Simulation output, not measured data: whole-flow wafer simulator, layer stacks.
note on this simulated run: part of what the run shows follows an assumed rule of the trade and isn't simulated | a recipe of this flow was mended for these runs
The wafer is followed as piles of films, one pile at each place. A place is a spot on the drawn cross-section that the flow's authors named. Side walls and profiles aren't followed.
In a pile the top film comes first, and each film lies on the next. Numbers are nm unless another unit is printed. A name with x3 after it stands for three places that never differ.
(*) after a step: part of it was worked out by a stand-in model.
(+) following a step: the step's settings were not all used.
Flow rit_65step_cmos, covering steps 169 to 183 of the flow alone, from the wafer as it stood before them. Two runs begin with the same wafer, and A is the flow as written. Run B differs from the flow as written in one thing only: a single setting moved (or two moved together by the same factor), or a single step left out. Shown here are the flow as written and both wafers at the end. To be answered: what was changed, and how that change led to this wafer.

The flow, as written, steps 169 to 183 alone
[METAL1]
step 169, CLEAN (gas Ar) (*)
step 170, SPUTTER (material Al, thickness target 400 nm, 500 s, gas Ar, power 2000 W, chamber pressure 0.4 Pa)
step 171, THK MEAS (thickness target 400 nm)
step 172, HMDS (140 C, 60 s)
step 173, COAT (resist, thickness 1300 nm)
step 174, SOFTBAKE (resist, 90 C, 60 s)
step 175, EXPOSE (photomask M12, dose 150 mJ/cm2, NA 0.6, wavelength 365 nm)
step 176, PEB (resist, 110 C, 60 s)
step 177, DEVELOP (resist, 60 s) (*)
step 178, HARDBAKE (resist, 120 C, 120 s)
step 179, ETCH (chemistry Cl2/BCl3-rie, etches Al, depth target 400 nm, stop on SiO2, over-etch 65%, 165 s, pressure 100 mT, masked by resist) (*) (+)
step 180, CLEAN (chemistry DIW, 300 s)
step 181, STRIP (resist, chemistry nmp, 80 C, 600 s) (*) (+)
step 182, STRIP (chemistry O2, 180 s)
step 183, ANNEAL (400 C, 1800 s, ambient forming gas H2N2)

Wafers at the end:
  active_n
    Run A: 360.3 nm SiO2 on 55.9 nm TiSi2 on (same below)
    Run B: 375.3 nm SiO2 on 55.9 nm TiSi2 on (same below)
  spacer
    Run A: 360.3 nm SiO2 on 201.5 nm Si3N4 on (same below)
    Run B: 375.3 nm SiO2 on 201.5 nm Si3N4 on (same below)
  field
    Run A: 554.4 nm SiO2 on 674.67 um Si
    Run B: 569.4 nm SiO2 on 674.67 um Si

What caused this: step 170, SPUTTER: thickness target 520 nm was run, whereas the flow has thickness target 400 nm; step 170, SPUTTER: 650 s was run, where the flow has 500 s.

The path from the change to this, step by step:
  step 170, SPUTTER (material Al, thickness target 400 nm, 500 s, gas Ar, power 2000 W, chamber pressure 0.4 Pa)
      field, field_pw, field_nw and 10 more: A +400 Al (new film) | B +520 Al (new film)
      contact: A +255.4 Al (new film) | B +322.8 Al (new film)
  step 173, COAT (resist, thickness 1300 nm)
      contact: A +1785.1 resist (new film) | B +1841.2 resist (new film)
  step 176, PEB (resist, 110 C, 60 s)
      contact: A -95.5 resist | B -98.7 resist
  step 178, HARDBAKE (resist, 120 C, 120 s)
      contact: A -62.1 resist | B -64.3 resist
  step 179, ETCH (chemistry Cl2/BCl3-rie, etches Al, depth target 400 nm, stop on SiO2, over-etch 65%, 165 s, pressure 100 mT, masked by resist) (*) (+)
      field, field_pw, field_nw and 9 more: A -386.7 Al (all of it), -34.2 SiO2 | B -506.7 Al (all of it), -19.2 SiO2
  step 181, STRIP (resist, chemistry nmp, 80 C, 600 s) (*) (+)
      contact: A -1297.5 resist (all of it) | B -1348.2 resist (all of it)
